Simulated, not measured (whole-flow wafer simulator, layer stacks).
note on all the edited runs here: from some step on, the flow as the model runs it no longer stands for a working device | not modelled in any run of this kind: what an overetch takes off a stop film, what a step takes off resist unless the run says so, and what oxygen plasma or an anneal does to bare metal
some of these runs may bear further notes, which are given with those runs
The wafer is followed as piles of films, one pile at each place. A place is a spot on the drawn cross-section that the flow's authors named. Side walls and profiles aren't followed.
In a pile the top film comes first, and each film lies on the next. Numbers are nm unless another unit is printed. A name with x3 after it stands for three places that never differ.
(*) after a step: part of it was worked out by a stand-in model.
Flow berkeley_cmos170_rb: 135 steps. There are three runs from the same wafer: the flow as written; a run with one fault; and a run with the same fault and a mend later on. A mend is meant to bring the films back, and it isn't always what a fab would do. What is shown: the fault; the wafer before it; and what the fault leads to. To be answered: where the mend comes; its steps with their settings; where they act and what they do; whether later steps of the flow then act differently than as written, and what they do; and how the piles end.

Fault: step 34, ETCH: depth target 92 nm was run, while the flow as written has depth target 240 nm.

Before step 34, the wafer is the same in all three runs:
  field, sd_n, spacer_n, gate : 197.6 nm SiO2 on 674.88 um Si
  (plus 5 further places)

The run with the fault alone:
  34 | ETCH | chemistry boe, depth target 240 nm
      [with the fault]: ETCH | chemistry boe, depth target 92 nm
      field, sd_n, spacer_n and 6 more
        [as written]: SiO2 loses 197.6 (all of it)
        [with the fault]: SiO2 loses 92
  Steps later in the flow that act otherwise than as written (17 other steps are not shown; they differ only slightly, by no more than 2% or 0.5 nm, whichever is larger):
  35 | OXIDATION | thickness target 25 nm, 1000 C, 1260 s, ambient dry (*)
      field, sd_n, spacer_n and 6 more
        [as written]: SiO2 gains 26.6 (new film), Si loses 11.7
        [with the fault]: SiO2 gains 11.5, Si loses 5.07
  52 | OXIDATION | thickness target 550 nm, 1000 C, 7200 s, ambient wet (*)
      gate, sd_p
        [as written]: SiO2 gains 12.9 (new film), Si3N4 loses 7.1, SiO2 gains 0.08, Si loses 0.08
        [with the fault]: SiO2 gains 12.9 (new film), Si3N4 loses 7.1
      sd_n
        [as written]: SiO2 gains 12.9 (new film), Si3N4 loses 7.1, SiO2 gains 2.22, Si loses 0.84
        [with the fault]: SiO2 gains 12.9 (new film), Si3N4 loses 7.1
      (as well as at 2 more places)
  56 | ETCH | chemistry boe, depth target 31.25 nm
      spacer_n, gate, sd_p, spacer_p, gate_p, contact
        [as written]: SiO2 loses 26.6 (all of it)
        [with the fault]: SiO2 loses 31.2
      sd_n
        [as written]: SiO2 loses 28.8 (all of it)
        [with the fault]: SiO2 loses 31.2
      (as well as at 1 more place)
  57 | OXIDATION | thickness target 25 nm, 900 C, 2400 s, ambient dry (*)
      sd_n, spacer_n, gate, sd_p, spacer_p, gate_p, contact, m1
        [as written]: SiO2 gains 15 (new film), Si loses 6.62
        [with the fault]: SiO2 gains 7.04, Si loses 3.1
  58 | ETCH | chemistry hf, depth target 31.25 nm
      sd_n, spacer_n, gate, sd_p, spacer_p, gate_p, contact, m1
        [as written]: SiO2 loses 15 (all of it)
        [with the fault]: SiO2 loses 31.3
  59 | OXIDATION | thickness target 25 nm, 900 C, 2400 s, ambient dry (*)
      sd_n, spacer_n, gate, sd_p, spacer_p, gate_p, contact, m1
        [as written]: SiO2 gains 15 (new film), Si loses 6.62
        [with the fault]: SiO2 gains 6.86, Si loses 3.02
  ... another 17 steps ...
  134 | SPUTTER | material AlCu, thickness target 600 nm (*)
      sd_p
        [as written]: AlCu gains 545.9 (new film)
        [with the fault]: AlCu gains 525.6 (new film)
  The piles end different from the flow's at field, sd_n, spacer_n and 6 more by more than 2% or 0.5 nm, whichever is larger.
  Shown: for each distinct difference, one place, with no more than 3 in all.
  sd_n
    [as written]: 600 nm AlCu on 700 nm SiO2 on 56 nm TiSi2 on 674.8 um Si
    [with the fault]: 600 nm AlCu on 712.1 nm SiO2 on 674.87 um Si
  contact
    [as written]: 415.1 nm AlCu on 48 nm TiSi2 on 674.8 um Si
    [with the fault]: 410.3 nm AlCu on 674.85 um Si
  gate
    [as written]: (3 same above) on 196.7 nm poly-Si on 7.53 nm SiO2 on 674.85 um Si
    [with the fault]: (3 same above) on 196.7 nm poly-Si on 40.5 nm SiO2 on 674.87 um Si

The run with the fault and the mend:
  The mend follows step 34.
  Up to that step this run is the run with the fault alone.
  34a | ETCH | chemistry boe, depth target 148 nm (the flow's step 34, run once more with other settings)
      field, sd_n, spacer_n and 6 more
        SiO2 loses 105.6 (all of it)
  Later steps of the flow that are run all act as written at every place that is followed.
  The piles end the same as the flow's at every place that both follow.
